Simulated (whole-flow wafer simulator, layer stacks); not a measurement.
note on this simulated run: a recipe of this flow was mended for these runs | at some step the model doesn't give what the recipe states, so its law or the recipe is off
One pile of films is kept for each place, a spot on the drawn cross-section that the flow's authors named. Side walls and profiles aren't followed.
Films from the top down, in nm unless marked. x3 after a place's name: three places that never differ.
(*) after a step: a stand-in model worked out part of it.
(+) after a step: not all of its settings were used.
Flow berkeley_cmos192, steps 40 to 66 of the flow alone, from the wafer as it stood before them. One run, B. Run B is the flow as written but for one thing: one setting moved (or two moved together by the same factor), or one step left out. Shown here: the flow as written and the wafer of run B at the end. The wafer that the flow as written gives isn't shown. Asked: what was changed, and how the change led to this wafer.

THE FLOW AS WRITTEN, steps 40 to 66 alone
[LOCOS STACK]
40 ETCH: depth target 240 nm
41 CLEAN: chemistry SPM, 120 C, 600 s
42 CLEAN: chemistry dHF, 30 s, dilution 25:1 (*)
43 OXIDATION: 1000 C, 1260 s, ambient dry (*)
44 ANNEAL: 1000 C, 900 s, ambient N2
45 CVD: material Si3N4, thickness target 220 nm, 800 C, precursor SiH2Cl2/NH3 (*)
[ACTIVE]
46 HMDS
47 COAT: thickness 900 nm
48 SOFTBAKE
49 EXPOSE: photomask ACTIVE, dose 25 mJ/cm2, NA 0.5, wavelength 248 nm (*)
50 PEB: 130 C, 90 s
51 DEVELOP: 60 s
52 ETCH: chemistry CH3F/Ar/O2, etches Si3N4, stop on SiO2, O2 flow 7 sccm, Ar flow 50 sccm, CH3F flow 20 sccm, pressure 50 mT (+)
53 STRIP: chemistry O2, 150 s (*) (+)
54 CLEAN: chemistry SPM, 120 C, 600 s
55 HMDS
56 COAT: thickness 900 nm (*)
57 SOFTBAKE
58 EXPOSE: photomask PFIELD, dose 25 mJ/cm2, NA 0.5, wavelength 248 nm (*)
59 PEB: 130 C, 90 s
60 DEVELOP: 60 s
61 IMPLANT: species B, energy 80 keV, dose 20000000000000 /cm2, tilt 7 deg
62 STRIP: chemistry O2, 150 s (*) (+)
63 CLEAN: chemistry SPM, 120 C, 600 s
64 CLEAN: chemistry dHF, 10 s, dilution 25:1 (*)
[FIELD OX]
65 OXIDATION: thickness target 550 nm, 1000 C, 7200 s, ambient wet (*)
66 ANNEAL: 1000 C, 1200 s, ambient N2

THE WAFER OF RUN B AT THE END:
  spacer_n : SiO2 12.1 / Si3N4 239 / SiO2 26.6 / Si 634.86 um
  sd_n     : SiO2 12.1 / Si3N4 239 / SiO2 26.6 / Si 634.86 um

The cause: step 45, CVD: thickness target 246.4 nm was run, where the flow has thickness target 220 nm.

How the change led to this, step by step:
  45 CVD: material Si3N4, thickness target 220 nm, 800 C, precursor SiH2Cl2/NH3 (*)
      field, sd_n, spacer_n and 6 more: Si3N4 +246.4 (new film) (as written it would be: Si3N4 +220 (new film))
  52 ETCH: chemistry CH3F/Ar/O2, etches Si3N4, stop on SiO2, O2 flow 7 sccm, Ar flow 50 sccm, CH3F flow 20 sccm, pressure 50 mT (+)
      sd_n, spacer_n, gate, sd_p, spacer_p, gate_p, contact, m1: KrF-resist -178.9 (as written it would be: KrF-resist -161.3)
      field: Si3N4 -246.4 (all of it), SiO2 -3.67 (as written it would be: Si3N4 -220 (all of it), SiO2 -3.67)
  53 STRIP: chemistry O2, 150 s (*) (+)
      sd_n, spacer_n, gate, sd_p, spacer_p, gate_p, contact, m1: KrF-resist -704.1 (all of it) (as written it would be: KrF-resist -721.7 (all of it))
  65 OXIDATION: thickness target 550 nm, 1000 C, 7200 s, ambient wet (*)
      sd_n, sd_p: SiO2 +12.1 (new film), Si3N4 -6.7 (as written it would be: SiO2 +12.1 (new film), Si3N4 -6.7, SiO2 +0.06, Si -0.06)
      gate: SiO2 +12.1 (new film), Si3N4 -6.7 (as written it would be: SiO2 +12.1 (new film), Si3N4 -6.7, SiO2 +0.05, Si -0.05)
